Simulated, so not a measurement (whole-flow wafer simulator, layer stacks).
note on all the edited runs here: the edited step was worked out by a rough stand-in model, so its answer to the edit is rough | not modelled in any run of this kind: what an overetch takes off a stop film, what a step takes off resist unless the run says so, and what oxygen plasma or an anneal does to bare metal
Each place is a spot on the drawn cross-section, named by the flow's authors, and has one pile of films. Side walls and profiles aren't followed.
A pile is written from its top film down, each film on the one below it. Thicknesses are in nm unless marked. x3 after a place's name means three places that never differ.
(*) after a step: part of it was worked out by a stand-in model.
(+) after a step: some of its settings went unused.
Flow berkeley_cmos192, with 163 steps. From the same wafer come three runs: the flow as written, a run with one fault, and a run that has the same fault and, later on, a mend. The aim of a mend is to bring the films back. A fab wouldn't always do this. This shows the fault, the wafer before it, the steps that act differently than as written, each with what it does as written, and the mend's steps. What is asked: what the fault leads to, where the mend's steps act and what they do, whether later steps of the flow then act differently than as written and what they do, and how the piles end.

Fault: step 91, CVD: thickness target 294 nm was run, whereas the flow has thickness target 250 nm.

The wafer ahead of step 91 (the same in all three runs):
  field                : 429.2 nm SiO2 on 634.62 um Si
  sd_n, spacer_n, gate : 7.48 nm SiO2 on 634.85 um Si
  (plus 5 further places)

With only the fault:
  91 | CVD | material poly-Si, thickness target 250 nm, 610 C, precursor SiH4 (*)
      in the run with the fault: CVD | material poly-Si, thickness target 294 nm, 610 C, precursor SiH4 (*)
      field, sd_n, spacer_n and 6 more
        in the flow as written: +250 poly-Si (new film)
        in the run with the fault: +294 poly-Si (new film)
  Steps further on in the flow that do not act as written (17 other steps are not shown; they differ only slightly, by no more than 2% or 0.5 nm, whichever is larger):
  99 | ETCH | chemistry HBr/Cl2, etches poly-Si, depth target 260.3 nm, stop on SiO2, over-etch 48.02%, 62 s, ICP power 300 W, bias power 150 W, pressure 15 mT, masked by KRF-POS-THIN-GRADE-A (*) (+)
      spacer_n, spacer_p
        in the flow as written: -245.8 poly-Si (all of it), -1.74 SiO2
        in the run with the fault: -289.7 poly-Si (all of it), -0.48 SiO2
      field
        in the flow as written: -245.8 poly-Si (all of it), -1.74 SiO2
        in the run with the fault: -289.8 poly-Si (all of it), -0.48 SiO2
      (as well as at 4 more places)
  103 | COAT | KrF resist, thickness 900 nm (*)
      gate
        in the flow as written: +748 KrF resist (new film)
        in the run with the fault: +711.2 KrF resist (new film)
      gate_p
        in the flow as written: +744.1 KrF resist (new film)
        in the run with the fault: +707.3 KrF resist (new film)
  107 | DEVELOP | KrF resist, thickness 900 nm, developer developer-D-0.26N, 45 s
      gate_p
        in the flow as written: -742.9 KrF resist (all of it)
        in the run with the fault: -706.3 KrF resist (all of it)
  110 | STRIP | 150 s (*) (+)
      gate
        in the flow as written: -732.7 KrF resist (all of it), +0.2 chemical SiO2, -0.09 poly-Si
        in the run with the fault: -696 KrF resist (all of it), +0.2 chemical SiO2, -0.09 poly-Si
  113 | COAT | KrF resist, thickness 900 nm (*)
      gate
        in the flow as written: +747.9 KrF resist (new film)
        in the run with the fault: +711.2 KrF resist (new film)
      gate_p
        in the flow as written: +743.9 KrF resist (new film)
        in the run with the fault: +707.2 KrF resist (new film)
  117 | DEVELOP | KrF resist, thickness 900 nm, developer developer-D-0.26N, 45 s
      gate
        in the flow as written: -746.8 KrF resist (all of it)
        in the run with the fault: -710.1 KrF resist (all of it)
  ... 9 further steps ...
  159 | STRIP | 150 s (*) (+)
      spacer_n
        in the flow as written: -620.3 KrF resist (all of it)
        in the run with the fault: -596.3 KrF resist (all of it)
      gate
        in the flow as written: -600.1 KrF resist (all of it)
        in the run with the fault: -578.7 KrF resist (all of it)
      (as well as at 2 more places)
  By the end, the piles at spacer_n, gate, spacer_p, gate_p depart from the flow's by more than 2% or 0.5 nm, whichever is larger.
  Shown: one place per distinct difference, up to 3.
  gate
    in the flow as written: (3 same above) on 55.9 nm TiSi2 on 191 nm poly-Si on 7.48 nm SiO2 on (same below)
    in the run with the fault: (3 same above) on 55.9 nm TiSi2 on 235 nm poly-Si on 7.48 nm SiO2 on (same below)
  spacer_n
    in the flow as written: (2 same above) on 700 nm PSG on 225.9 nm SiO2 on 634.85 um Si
    in the run with the fault: (2 same above) on 700 nm PSG on 269.9 nm SiO2 on 634.85 um Si
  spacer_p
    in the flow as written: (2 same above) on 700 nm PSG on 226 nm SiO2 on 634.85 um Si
    in the run with the fault: (2 same above) on 700 nm PSG on 270 nm SiO2 on 634.85 um Si

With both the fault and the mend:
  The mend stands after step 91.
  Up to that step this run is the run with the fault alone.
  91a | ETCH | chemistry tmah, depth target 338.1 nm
      field, sd_n, spacer_n and 6 more
        -294 poly-Si (all of it)
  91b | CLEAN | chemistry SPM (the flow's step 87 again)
      alters no film at any place that is followed
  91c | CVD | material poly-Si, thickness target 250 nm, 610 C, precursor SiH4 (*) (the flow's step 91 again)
      field, sd_n, spacer_n and 6 more
        +250 poly-Si (new film)
  Later steps of the flow that are run all act as written at every place that is followed.
  By the end, the piles equal the flow's at every place that both follow.
